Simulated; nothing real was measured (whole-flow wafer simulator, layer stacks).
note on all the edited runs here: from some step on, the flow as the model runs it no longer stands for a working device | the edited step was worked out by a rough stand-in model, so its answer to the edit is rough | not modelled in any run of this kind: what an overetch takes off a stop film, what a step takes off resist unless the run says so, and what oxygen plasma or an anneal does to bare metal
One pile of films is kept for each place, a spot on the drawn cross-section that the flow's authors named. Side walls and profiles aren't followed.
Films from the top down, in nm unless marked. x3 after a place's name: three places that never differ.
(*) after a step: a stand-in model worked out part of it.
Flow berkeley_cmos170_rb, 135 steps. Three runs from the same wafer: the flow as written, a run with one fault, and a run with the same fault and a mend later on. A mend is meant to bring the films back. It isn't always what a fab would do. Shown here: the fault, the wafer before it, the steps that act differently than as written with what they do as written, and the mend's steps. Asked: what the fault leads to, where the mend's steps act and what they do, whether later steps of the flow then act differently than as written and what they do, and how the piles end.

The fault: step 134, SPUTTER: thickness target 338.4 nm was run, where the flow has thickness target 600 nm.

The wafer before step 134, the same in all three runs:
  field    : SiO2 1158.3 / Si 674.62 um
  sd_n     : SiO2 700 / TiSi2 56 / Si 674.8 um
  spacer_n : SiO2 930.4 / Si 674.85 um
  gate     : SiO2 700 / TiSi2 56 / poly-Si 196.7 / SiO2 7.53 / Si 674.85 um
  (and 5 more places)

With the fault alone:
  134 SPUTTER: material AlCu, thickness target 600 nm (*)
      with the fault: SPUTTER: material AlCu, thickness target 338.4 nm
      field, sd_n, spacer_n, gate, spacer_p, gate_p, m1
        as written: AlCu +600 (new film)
        with the fault: AlCu +338.4 (new film)
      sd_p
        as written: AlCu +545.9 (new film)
        with the fault: AlCu +302.1 (new film)
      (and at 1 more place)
  No later step of the flow acts differently than as written at any place that is followed.
  At the end the piles differ from the flow's by more than 2% or 0.5 nm, whichever is larger, at field, sd_n, spacer_n and 6 more.
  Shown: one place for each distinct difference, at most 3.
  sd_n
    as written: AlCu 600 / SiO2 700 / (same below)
    with the fault: AlCu 338.4 / SiO2 700 / (same below)
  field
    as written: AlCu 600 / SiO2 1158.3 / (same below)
    with the fault: AlCu 338.4 / SiO2 1158.3 / (same below)
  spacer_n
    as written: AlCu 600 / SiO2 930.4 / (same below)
    with the fault: AlCu 338.4 / SiO2 930.4 / (same below)

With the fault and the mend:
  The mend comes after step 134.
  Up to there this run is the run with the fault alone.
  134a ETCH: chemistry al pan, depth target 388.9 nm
      field, sd_n, spacer_n, gate, spacer_p, gate_p, m1
        AlCu -338.4 (all of it)
      sd_p
        AlCu -302.1 (all of it)
      contact
        AlCu -238.6 (all of it)
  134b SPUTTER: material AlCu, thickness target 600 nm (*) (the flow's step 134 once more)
      field, sd_n, spacer_n, gate, spacer_p, gate_p, m1
        AlCu +600 (new film)
      sd_p
        AlCu +545.9 (new film)
      contact
        AlCu +415.1 (new film)
  No later step of the flow acts differently than as written at any place that is followed.
  At the end the piles are the same as the flow's at every place that both follow.
